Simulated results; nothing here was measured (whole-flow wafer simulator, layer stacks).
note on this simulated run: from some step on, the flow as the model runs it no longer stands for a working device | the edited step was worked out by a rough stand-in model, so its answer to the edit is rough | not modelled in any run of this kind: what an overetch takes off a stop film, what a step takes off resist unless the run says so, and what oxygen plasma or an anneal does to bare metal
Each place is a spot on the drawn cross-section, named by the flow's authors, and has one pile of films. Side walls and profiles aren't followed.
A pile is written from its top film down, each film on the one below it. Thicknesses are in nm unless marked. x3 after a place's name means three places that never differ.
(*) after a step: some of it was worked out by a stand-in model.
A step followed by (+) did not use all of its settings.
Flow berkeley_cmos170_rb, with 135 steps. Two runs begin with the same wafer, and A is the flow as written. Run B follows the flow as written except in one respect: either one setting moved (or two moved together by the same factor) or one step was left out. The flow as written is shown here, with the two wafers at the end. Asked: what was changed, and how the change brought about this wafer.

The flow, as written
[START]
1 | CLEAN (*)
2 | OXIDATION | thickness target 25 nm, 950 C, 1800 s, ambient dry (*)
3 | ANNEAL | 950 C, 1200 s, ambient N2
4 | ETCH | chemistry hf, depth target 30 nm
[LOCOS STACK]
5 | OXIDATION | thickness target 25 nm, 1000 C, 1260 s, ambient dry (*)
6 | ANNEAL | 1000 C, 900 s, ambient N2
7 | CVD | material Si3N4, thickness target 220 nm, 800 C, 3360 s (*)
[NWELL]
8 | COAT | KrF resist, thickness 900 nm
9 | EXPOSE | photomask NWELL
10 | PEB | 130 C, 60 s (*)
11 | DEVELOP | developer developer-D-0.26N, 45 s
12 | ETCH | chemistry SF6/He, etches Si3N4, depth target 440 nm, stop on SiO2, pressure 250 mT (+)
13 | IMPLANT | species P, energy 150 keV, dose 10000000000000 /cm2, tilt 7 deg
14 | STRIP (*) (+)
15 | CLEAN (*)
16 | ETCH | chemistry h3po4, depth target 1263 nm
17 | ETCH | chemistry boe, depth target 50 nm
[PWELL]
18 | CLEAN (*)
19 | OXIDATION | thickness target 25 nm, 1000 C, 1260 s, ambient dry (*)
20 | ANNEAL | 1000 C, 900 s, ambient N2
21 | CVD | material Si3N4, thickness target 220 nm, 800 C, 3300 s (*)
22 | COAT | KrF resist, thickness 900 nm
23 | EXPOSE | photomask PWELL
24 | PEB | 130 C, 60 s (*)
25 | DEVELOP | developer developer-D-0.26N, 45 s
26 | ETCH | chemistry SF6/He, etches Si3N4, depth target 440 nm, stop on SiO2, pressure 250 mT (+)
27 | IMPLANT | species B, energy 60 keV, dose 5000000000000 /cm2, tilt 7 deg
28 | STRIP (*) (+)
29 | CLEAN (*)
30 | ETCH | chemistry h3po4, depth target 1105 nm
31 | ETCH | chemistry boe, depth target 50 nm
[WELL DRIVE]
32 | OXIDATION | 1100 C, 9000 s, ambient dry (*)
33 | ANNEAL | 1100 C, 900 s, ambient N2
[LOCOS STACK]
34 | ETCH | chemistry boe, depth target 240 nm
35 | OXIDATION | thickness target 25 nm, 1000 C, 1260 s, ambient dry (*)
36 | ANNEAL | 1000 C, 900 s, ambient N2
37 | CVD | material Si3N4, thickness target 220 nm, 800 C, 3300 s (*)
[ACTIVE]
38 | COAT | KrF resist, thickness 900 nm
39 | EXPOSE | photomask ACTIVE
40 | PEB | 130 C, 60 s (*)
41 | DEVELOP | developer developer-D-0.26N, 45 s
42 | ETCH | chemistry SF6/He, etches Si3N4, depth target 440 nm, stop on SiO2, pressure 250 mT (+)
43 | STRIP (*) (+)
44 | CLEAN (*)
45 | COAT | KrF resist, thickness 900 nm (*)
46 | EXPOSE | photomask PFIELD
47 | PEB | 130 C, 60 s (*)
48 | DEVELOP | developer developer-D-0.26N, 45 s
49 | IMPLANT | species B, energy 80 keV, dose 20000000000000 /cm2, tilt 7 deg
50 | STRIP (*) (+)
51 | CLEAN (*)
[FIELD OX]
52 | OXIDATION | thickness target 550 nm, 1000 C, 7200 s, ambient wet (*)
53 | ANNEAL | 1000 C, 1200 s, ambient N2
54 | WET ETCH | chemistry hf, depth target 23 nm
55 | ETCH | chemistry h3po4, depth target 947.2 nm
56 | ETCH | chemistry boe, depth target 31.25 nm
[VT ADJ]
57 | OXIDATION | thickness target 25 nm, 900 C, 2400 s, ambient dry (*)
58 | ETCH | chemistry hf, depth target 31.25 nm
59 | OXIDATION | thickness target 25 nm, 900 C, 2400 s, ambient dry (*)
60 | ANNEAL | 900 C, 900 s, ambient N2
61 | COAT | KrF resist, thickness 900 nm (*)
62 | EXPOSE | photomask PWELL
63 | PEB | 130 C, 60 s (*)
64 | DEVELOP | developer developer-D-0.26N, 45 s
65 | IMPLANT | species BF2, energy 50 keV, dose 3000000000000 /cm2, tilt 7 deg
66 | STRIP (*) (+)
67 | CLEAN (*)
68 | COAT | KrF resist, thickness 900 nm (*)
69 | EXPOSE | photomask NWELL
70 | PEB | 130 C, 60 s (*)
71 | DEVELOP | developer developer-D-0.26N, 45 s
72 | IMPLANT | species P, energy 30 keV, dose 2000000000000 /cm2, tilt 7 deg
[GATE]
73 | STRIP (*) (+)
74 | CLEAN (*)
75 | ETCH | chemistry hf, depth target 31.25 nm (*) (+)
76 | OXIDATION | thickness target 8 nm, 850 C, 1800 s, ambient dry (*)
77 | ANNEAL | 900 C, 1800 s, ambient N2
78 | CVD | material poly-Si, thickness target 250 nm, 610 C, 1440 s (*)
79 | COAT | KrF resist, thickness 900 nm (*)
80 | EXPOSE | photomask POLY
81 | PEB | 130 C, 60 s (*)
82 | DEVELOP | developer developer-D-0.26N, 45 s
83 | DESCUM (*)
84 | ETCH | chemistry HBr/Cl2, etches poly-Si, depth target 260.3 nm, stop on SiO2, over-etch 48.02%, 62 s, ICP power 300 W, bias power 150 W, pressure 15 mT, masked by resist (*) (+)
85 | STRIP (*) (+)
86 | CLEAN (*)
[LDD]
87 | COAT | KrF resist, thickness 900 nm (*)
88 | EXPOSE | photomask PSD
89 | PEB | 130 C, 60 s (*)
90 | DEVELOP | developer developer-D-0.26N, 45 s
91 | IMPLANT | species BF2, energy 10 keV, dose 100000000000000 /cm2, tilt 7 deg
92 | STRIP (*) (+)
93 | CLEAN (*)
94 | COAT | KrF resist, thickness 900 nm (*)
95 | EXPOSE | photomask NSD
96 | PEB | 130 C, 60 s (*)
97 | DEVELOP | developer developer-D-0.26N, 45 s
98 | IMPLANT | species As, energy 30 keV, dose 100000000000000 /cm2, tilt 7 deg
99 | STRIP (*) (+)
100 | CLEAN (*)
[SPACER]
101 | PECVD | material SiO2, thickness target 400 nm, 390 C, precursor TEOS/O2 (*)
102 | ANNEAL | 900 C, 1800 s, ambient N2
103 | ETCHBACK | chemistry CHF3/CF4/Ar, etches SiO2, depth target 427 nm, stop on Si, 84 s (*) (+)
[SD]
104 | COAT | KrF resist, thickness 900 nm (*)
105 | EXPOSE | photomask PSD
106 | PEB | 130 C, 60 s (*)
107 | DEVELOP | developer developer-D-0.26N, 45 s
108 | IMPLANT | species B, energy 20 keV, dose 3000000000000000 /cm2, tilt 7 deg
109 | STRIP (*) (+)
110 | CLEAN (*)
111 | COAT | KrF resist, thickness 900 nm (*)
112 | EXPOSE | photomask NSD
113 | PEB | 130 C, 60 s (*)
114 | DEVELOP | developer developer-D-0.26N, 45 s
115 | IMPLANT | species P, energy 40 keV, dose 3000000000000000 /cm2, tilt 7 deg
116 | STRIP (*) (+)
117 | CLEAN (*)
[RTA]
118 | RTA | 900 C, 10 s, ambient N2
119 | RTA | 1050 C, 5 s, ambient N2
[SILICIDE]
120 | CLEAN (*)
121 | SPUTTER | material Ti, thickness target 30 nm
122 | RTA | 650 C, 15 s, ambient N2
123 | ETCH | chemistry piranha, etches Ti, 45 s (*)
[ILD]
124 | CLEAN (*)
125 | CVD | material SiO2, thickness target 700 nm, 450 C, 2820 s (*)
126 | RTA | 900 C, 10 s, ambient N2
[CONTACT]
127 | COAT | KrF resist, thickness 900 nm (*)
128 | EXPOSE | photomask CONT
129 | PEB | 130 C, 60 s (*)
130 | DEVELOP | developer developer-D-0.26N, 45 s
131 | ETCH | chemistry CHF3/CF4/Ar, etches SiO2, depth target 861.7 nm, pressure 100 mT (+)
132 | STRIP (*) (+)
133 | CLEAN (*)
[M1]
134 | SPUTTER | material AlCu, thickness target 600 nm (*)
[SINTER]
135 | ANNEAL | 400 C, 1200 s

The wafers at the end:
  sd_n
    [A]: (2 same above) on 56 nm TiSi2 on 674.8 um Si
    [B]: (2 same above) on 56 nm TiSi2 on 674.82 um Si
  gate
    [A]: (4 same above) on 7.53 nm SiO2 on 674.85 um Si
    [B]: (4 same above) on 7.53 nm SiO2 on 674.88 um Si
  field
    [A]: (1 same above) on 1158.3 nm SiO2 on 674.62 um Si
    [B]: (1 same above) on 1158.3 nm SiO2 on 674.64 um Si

What caused this: step 32, OXIDATION: 5400 s was run, while the flow as written has 9000 s.

Step by step, how the change led to this:
  32 | OXIDATION | 1100 C, 9000 s, ambient dry (*)
      field, sd_n, spacer_n and 6 more: A +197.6 SiO2 (new film), -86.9 Si | B +144.5 SiO2 (new film), -63.6 Si
  34 | ETCH | chemistry boe, depth target 240 nm
      field, sd_n, spacer_n and 6 more: A -197.6 SiO2 (all of it) | B -144.5 SiO2 (all of it)
